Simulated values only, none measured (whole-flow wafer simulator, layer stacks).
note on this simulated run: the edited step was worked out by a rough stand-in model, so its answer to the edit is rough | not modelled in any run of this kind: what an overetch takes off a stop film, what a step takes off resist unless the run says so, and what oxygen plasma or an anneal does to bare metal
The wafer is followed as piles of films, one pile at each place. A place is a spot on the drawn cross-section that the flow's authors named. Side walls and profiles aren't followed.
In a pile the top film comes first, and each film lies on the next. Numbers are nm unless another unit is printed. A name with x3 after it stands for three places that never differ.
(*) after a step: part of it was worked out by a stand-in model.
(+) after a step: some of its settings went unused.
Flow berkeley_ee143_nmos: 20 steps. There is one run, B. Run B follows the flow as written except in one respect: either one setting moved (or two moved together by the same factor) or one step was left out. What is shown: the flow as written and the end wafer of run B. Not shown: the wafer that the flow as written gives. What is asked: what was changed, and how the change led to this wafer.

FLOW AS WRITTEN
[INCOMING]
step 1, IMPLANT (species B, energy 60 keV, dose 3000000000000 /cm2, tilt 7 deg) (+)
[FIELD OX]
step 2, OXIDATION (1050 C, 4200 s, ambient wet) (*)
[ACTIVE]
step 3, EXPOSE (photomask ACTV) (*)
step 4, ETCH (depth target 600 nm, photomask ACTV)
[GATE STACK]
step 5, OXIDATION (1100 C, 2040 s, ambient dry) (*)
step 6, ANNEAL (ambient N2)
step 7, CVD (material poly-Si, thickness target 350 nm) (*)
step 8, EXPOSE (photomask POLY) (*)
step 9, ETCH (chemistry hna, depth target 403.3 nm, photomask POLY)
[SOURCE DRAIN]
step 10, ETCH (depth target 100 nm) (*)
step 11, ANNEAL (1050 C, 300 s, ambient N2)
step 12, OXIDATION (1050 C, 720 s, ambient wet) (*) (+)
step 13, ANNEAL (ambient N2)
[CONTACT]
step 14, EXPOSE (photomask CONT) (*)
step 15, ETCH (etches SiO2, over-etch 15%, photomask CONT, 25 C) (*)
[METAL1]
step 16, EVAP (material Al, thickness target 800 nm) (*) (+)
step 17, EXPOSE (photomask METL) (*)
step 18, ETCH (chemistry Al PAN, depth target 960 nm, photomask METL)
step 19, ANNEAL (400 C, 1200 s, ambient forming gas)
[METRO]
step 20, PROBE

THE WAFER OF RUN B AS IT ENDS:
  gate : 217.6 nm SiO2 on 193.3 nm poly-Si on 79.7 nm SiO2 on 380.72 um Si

What caused this: step 7, CVD: thickness target 289 nm was run, though the flow has thickness target 350 nm.

How this came from the change, step by step:
  step 7, CVD (material poly-Si, thickness target 350 nm) (*)
      gate, sd, contact, field: +289 poly-Si (new film) (as written it would have been: +350 poly-Si (new film))
  step 9, ETCH (chemistry hna, depth target 403.3 nm, photomask POLY)
      sd, contact, field: -289 poly-Si (all of it) (as written it would have been: -350 poly-Si (all of it))
